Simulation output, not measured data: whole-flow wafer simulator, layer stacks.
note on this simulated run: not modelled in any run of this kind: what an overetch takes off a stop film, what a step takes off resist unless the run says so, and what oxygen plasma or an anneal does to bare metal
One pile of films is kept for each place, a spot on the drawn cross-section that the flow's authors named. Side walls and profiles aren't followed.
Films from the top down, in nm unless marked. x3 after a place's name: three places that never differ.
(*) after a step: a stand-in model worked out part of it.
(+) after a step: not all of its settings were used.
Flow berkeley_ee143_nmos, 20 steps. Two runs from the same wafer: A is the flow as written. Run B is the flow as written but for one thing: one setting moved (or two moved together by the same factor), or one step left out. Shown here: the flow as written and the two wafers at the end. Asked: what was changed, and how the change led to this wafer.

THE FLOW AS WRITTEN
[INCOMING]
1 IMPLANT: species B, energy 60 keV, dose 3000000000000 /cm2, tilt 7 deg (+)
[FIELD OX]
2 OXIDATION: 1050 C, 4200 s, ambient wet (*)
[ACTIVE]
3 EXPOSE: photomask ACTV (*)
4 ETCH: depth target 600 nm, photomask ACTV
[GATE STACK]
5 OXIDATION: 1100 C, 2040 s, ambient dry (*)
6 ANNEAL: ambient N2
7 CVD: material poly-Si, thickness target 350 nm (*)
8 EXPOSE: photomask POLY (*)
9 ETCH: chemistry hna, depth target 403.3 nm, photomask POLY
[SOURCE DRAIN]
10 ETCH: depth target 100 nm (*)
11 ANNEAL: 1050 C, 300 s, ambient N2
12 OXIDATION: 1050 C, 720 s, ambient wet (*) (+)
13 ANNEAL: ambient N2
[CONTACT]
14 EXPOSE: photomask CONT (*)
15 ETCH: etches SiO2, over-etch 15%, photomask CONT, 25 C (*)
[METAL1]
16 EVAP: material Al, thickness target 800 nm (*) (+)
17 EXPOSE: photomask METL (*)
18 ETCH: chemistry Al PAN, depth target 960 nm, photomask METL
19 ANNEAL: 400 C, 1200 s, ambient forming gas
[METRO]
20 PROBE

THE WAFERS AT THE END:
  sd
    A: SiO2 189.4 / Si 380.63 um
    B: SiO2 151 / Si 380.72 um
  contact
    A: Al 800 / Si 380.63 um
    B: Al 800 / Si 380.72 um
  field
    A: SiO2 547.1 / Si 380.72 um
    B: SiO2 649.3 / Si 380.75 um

The cause: step 9, ETCH: depth target 318.6 nm was run, where the flow has depth target 403.3 nm.

How the change led to this, step by step:
  9 ETCH: chemistry hna, depth target 403.3 nm, photomask POLY
      sd, contact, field: A poly-Si -350 (all of it) | B poly-Si -318.6
  10 ETCH: depth target 100 nm (*)
      sd, contact: A SiO2 -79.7 (all of it) | B nothing
      field: A SiO2 -100 | B nothing
  12 OXIDATION: 1050 C, 720 s, ambient wet (*) (+)
      sd, contact: A SiO2 +189.4 (new film), Si -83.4 | B poly-Si -31.4 (all of it), SiO2 +71.3
      field: A SiO2 +69.1, Si -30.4 | B poly-Si -31.4 (all of it), SiO2 +71.3
  15 ETCH: etches SiO2, over-etch 15%, photomask CONT, 25 C (*)
      contact: A SiO2 -189.4 (all of it) | B SiO2 -151 (all of it)
